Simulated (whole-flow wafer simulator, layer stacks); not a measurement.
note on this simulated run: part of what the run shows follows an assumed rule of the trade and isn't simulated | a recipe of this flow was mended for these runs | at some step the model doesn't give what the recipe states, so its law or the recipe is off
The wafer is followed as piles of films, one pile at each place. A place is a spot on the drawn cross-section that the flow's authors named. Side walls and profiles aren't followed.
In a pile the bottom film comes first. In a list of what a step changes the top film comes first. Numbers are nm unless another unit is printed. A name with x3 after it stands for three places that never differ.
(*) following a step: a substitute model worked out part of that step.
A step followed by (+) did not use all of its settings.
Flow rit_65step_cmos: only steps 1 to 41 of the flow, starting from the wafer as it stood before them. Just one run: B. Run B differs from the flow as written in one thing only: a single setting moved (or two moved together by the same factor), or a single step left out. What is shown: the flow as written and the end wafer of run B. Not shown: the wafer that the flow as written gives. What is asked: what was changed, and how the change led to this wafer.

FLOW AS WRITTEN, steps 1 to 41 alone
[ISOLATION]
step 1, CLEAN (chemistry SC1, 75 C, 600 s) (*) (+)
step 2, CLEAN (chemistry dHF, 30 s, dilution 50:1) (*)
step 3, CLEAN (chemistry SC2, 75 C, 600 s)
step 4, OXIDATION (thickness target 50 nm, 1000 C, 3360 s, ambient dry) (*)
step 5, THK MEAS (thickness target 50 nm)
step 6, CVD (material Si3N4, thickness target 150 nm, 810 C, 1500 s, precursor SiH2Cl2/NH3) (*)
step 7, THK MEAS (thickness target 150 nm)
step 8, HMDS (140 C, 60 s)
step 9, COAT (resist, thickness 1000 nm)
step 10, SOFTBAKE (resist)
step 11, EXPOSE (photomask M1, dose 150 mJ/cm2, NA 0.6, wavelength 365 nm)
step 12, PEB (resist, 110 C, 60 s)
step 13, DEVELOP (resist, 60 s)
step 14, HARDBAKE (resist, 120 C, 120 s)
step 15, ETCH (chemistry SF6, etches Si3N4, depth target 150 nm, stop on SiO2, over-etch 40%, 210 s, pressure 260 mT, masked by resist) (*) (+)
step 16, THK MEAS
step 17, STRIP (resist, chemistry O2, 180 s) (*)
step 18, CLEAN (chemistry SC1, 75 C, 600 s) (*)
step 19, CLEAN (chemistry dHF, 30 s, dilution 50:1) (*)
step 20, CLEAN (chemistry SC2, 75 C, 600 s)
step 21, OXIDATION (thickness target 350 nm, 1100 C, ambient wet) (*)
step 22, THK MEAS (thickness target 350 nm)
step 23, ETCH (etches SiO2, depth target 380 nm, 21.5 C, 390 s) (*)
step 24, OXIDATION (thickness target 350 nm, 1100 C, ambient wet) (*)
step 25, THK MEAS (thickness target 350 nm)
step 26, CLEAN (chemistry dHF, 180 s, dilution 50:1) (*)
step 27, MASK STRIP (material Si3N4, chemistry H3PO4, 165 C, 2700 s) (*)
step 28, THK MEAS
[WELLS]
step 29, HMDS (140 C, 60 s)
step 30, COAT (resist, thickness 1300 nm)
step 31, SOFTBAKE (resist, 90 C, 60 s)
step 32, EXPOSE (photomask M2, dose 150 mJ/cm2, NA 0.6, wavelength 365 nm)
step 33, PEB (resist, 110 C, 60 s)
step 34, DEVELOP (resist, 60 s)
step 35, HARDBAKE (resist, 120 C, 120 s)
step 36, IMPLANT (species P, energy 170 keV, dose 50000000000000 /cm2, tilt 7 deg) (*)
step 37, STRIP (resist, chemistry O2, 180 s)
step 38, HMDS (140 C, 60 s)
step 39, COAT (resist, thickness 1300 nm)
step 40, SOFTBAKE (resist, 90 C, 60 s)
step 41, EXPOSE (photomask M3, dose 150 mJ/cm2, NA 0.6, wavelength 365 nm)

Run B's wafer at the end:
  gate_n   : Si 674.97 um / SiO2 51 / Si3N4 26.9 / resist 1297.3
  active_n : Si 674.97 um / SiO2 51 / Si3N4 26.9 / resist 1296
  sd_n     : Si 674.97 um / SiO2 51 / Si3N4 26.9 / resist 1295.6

The reason: step 6, CVD: thickness target 322 nm was run, whereas the flow has thickness target 150 nm; step 6, CVD: 3225 s was run, where the flow has 1500 s.

Step by step, how the change led to this:
  step 6, CVD (material Si3N4, thickness target 150 nm, 810 C, 1500 s, precursor SiH2Cl2/NH3) (*)
      field, field_pw, field_nw and 11 more: Si3N4 gains 322 (new film) (as written it would have been: Si3N4 gains 150 (new film))
  step 15, ETCH (chemistry SF6, etches Si3N4, depth target 150 nm, stop on SiO2, over-etch 40%, 210 s, pressure 260 mT, masked by resist) (*) (+)
      field, field_pw, field_nw, field_p: Si3N4 loses 210 (as written it would have been: Si3N4 loses 150 (all of it), SiO2 loses 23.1)
  step 18, CLEAN (chemistry SC1, 75 C, 600 s) (*)
      field, field_pw, field_nw, field_p: Si3N4 loses 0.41 (as written it would have been: SiO2 loses 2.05)
  step 19, CLEAN (chemistry dHF, 30 s, dilution 50:1) (*)
      field, field_pw, field_nw, field_p: Si3N4 loses 0.43 (as written it would have been: SiO2 loses 2.78)
  step 21, OXIDATION (thickness target 350 nm, 1100 C, ambient wet) (*)
      gate_n, gate_p, spacer, spacer_p, sd_n, sd_p, contact, m1: SiO2 gains 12 (new film), Si3N4 loses 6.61 (as written it would have been: SiO2 gains 12 (new film), Si3N4 loses 6.61, SiO2 gains 0.03)
      field, field_p: SiO2 gains 12 (new film), Si3N4 loses 6.61 (as written it would have been: SiO2 gains 328.2, Si loses 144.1)
      (also at 2 further places)
  step 23, ETCH (etches SiO2, depth target 380 nm, 21.5 C, 390 s) (*)
      field, field_p: SiO2 loses 12 (all of it), Si3N4 loses 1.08 (as written it would have been: SiO2 loses 351.3 (all of it), Si loses 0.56)
      field_pw, field_nw: SiO2 loses 12 (all of it), Si3N4 loses 1.08 (as written it would have been: SiO2 loses 355.4 (all of it), Si loses 0.49)
      (also at 10 further places)
  step 24, OXIDATION (thickness target 350 nm, 1100 C, ambient wet) (*)
      field, field_pw, field_nw, field_p: SiO2 gains 12 (new film), Si3N4 loses 6.61 (as written it would have been: SiO2 gains 350 (new film), Si loses 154)
  step 26, CLEAN (chemistry dHF, 180 s, dilution 50:1) (*)
      field, field_pw, field_nw, field_p: SiO2 loses 12 (all of it), Si3N4 loses 0.44 (as written it would have been: SiO2 loses 16.7)
  step 27, MASK STRIP (material Si3N4, chemistry H3PO4, 165 C, 2700 s) (*)
      active_n, active_p, gate_n and 7 more: Si3N4 loses 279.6 (as written it would have been: Si3N4 loses 131.8 (all of it), SiO2 loses 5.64)
      field, field_pw, field_nw, field_p: Si3N4 loses 96.4 (all of it), SiO2 loses 6.99 (as written it would have been: SiO2 loses 10.7)
